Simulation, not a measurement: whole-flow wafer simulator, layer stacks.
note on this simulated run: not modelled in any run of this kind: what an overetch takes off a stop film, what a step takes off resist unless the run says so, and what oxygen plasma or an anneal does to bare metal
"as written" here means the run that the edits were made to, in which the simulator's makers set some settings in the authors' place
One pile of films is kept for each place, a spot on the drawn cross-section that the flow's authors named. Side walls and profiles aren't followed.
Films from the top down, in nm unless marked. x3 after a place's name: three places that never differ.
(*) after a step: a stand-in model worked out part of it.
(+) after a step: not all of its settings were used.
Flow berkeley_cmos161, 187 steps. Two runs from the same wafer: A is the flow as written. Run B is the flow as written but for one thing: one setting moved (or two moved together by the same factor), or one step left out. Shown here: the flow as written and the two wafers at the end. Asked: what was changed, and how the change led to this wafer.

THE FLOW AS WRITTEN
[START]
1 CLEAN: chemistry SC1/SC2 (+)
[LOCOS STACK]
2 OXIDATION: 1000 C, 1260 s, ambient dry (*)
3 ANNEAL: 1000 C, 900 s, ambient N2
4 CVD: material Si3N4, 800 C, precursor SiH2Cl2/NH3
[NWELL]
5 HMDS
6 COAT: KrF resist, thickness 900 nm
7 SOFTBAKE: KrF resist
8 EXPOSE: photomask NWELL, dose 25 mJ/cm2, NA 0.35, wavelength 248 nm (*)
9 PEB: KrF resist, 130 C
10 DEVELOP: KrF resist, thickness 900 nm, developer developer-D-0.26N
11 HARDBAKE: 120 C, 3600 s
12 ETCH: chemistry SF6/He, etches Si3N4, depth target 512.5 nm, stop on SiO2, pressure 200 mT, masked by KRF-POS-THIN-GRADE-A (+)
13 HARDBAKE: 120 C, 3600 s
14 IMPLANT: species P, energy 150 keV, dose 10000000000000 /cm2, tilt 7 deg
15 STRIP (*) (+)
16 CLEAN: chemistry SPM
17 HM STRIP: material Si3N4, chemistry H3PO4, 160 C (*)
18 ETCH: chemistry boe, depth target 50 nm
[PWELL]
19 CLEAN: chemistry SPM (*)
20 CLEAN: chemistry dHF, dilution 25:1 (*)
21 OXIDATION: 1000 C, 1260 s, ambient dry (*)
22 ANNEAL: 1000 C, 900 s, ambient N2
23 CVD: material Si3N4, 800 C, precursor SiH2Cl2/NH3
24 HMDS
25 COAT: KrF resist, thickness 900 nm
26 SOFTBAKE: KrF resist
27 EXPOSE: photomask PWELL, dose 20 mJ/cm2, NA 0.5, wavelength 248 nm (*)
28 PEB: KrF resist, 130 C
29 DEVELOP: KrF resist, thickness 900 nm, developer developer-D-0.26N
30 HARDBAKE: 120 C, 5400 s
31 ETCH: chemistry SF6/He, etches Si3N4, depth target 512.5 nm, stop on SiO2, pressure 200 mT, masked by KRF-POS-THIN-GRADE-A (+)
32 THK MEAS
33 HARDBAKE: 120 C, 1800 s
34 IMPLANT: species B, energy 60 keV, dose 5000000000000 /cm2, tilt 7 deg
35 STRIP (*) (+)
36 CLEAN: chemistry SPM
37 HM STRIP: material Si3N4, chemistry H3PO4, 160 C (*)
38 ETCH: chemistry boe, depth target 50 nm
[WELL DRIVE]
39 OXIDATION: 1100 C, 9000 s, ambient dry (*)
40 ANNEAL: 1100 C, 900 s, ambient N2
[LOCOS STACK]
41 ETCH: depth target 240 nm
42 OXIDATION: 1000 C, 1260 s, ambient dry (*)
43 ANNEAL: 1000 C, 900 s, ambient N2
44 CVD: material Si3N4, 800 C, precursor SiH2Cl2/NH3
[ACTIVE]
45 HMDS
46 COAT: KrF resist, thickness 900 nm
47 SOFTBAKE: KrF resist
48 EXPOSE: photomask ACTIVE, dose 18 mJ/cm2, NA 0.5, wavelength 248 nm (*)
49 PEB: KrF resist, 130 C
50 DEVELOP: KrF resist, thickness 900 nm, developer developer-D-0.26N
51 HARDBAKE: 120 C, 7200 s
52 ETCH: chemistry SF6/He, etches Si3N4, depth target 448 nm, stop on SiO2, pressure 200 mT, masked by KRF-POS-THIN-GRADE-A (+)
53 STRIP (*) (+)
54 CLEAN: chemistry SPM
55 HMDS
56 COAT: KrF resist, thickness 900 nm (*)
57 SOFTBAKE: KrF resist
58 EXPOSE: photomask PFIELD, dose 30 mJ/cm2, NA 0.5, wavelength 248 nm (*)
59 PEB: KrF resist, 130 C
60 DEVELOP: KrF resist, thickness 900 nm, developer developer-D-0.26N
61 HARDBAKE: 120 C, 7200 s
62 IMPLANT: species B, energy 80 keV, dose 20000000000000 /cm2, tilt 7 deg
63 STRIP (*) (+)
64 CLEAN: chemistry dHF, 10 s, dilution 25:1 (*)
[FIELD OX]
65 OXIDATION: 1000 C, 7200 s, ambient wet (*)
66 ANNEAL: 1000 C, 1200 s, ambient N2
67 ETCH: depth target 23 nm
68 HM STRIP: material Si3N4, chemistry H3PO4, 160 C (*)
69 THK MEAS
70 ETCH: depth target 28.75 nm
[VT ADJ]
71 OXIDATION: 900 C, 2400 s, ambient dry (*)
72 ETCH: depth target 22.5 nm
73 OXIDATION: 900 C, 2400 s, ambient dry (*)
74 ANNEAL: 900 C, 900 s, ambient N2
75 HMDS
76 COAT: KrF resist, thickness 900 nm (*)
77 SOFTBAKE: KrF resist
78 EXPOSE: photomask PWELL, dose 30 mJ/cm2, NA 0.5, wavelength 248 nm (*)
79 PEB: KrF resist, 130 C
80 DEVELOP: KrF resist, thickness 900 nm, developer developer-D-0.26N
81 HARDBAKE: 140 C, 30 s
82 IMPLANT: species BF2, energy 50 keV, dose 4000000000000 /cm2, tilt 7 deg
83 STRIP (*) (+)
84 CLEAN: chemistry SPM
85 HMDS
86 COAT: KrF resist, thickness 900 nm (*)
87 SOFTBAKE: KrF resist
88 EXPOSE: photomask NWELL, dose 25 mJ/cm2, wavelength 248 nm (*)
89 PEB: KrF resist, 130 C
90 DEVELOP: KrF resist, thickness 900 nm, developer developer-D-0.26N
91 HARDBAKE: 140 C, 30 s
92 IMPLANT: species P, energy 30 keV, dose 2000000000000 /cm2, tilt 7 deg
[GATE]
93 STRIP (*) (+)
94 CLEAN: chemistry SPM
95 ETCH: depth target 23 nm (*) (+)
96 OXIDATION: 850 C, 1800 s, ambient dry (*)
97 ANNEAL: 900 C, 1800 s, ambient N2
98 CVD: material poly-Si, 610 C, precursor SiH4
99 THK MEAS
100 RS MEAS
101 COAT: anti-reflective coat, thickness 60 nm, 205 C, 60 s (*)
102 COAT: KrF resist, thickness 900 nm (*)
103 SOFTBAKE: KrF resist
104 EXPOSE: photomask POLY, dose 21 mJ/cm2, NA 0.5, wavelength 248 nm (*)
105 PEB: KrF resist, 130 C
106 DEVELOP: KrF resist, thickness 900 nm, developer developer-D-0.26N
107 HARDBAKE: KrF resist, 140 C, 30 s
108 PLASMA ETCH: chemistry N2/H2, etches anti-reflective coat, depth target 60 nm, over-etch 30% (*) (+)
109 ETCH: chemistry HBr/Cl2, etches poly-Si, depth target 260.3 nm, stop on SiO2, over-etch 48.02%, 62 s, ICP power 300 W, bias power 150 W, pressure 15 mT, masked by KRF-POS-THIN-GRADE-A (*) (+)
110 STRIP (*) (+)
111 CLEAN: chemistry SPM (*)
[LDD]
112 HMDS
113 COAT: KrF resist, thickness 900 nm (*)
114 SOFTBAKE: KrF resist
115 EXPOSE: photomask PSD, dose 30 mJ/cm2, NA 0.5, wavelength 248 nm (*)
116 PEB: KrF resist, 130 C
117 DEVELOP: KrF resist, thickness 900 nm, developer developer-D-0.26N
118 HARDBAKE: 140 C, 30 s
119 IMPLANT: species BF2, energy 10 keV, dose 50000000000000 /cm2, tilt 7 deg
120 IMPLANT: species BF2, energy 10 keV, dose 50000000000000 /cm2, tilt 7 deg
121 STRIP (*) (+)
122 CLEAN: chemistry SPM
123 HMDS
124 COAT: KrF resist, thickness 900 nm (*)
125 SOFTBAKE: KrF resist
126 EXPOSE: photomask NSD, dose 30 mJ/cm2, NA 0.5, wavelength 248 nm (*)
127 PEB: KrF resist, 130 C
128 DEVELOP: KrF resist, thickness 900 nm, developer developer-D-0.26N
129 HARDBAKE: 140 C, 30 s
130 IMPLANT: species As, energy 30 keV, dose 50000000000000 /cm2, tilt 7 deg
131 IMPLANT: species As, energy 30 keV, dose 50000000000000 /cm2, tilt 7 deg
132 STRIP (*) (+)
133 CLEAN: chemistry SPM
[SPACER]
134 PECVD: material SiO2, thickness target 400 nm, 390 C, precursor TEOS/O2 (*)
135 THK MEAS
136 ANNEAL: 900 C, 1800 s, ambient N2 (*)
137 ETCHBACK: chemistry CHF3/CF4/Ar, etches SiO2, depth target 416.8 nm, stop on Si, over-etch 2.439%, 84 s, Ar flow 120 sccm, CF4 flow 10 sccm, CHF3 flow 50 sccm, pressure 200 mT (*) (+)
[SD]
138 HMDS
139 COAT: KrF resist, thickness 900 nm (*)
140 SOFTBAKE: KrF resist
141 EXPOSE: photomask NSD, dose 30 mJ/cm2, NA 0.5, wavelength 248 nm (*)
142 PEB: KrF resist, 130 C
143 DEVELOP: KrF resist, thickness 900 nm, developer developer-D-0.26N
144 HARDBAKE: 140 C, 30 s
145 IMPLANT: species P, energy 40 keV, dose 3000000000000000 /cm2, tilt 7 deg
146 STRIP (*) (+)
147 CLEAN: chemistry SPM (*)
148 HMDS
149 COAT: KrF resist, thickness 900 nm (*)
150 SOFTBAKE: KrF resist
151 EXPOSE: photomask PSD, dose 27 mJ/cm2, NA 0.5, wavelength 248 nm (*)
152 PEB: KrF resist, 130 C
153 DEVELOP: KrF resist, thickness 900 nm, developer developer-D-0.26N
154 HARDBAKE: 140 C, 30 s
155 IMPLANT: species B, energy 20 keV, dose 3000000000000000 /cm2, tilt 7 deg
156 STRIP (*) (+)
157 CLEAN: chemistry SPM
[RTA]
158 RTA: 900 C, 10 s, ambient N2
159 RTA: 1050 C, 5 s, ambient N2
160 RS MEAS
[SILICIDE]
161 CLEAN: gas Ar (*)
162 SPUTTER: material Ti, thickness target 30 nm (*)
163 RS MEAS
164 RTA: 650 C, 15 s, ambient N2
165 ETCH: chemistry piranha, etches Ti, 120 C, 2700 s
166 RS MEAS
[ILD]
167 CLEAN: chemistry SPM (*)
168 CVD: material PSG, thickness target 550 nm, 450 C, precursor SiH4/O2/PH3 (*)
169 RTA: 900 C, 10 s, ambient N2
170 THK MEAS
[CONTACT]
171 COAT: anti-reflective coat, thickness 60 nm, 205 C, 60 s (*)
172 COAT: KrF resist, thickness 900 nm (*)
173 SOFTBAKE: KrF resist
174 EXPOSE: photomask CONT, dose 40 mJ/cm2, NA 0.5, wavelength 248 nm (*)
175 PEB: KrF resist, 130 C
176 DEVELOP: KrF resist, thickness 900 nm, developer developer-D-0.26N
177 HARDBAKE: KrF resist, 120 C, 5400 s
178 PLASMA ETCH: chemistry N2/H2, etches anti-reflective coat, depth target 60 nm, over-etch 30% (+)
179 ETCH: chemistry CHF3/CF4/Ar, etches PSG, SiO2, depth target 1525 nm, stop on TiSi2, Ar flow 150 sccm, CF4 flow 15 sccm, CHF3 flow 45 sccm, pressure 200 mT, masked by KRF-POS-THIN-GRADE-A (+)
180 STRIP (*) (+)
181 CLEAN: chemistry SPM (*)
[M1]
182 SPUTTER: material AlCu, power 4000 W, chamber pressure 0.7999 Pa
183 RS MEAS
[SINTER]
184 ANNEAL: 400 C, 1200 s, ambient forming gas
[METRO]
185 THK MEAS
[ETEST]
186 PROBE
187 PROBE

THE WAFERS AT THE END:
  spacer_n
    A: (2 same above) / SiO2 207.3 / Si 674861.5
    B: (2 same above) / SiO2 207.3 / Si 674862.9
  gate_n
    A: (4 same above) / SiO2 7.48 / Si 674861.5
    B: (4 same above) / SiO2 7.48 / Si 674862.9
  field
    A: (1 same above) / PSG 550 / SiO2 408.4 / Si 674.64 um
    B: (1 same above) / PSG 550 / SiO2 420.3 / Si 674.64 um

The cause: step 72, ETCH: depth target 10.6 nm was run, where the flow has depth target 22.5 nm.

How the change led to this, step by step:
  72 ETCH: depth target 22.5 nm
      sd_n, spacer_n, gate_n, sd_p, spacer_p, gate_p, contact, m1: A SiO2 -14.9 (all of it) | B SiO2 -10.6
      field: A SiO2 -22.5 | B SiO2 -10.6
  73 OXIDATION: 900 C, 2400 s, ambient dry (*)
      spacer_n, gate_n, spacer_p, gate_p, contact, m1: A SiO2 +14.9 (new film), Si -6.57 | B SiO2 +11.7, Si -5.14
      sd_n, sd_p: A SiO2 +14.9 (new film), Si -6.57 | B SiO2 +11.7, Si -5.13
  95 ETCH: depth target 23 nm (*) (+)
      sd_n, spacer_n, gate_n, sd_p, spacer_p, gate_p, contact, m1: A SiO2 -14.9 (all of it) | B SiO2 -16 (all of it)
  101 COAT: anti-reflective coat, thickness 60 nm, 205 C, 60 s (*)
      sd_n: A anti-reflective coat +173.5 (new film) | B anti-reflective coat +181.9 (new film)
      spacer_n: A anti-reflective coat +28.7 (new film) | B anti-reflective coat +26.8 (new film)
      (and at 4 more places)
  108 PLASMA ETCH: chemistry N2/H2, etches anti-reflective coat, depth target 60 nm, over-etch 30% (*) (+)
      sd_n: A anti-reflective coat -173.5 (all of it), poly-Si -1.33 | B anti-reflective coat -181.9 (all of it), poly-Si -1.4
      spacer_n: A anti-reflective coat -28.7 (all of it), poly-Si -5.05 | B anti-reflective coat -26.8 (all of it), poly-Si -5.38
      (and at 2 more places)
  110 STRIP (*) (+)
      gate_n: A chemical SiO2 +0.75 (new film), KrF resist -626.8 (all of it), anti-reflective coat -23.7 (all of it), poly-Si -0.33 | B chemical SiO2 +0.75 (new film), KrF resist -633.7 (all of it), anti-reflective coat -21.8 (all of it), poly-Si -0.33
      gate_p: A chemical SiO2 +0.75 (new film), KrF resist -598.2 (all of it), anti-reflective coat -27.9 (all of it), poly-Si -0.33 | B chemical SiO2 +0.75 (new film), KrF resist -602.3 (all of it), anti-reflective coat -26.9 (all of it), poly-Si -0.33
  171 COAT: anti-reflective coat, thickness 60 nm, 205 C, 60 s (*)
      sd_n: A anti-reflective coat +149.7 (new film) | B anti-reflective coat +158.3 (new film)
      m1: A anti-reflective coat +97.8 (new film) | B anti-reflective coat +100.4 (new film)
  180 STRIP (*) (+)
      sd_n: A KrF resist -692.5 (all of it), anti-reflective coat -149.7 (all of it) | B KrF resist -690.6 (all of it), anti-reflective coat -158.3 (all of it)
      m1: A KrF resist -739.9 (all of it), anti-reflective coat -97.8 (all of it) | B KrF resist -743.6 (all of it), anti-reflective coat -100.4 (all of it)
